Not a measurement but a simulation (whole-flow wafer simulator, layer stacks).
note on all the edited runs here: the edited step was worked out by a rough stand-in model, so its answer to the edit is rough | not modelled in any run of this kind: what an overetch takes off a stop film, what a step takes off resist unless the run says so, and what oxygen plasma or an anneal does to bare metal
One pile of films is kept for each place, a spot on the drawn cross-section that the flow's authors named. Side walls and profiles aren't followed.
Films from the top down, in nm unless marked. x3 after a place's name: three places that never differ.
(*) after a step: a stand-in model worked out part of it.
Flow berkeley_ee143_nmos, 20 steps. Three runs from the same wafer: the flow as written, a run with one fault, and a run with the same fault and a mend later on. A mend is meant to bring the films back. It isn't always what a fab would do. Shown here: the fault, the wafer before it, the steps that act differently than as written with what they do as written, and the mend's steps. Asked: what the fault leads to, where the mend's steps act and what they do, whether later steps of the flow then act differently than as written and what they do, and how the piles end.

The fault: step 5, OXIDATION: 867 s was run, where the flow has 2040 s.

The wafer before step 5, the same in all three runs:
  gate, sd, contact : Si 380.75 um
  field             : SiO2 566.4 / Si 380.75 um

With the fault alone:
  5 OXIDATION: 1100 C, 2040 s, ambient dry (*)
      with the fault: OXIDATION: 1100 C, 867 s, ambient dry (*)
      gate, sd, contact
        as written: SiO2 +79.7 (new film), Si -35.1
        with the fault: SiO2 +48 (new film), Si -21.1
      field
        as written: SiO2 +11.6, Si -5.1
        with the fault: SiO2 +4.97, Si -2.19
  Later steps of the flow that act differently than as written (1 more step differs only slightly, by at most 2% or 0.5 nm, whichever is larger, and isn't shown):
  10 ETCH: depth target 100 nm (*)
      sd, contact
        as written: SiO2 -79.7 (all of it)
        with the fault: SiO2 -48 (all of it)
  At the end the piles differ from the flow's by more than 2% or 0.5 nm, whichever is larger, at gate.
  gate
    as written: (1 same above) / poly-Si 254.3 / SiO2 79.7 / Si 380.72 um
    with the fault: (1 same above) / poly-Si 254.3 / SiO2 48 / Si 380.73 um

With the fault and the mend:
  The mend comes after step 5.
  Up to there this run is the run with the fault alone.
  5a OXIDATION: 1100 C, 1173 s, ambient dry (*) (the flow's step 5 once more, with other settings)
      gate, sd, contact
        SiO2 +31.8, Si -14
      field
        SiO2 +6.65, Si -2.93
  No later step of the flow acts differently than as written, at any place that is followed, by more than 2% or 0.5 nm, whichever is larger.
  At the end the piles differ from the flow's only slightly at the places that both follow, by at most 2% or 0.5 nm, whichever is larger.
